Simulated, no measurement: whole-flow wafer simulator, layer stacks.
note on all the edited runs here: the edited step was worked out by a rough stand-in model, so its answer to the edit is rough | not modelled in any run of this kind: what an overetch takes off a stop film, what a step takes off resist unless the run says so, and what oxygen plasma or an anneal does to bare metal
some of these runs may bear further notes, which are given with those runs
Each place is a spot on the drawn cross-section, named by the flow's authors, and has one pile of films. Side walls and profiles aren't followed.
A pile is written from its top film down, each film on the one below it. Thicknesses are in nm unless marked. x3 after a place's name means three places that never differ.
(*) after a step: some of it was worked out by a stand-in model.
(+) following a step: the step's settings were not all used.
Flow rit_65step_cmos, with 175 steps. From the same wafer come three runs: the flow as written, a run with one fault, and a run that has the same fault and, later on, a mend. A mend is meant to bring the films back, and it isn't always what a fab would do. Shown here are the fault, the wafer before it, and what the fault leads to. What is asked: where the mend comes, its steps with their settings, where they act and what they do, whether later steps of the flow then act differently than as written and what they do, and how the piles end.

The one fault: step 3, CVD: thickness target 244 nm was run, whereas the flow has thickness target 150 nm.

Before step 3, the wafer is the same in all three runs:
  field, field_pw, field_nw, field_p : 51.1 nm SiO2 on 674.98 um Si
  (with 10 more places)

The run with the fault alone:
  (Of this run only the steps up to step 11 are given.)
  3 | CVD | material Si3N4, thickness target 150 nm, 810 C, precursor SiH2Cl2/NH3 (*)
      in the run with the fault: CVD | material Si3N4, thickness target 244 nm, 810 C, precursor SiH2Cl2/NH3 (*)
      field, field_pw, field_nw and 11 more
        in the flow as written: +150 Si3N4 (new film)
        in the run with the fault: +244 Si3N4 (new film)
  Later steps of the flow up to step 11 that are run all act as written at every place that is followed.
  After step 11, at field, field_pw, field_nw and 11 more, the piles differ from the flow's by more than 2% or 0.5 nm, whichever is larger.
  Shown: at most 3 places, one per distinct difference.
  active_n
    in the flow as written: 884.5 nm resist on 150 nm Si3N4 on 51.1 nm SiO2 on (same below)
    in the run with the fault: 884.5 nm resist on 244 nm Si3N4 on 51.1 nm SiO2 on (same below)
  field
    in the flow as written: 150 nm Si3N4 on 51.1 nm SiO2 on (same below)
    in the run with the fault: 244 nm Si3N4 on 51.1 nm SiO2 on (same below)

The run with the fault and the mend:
  The mend follows step 4.
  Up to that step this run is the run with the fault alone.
  4a | ETCHBACK | chemistry SF6/CHF3, etches Si3N4, depth target 94 nm, CHF3 flow 30 sccm, pressure 40 mT (*) (+)
      field, field_pw, field_nw and 11 more
        -94 Si3N4
  Later steps of the flow that are run all act as written at every place that is followed.
  At every place that both follow, the piles at the end match the flow's.
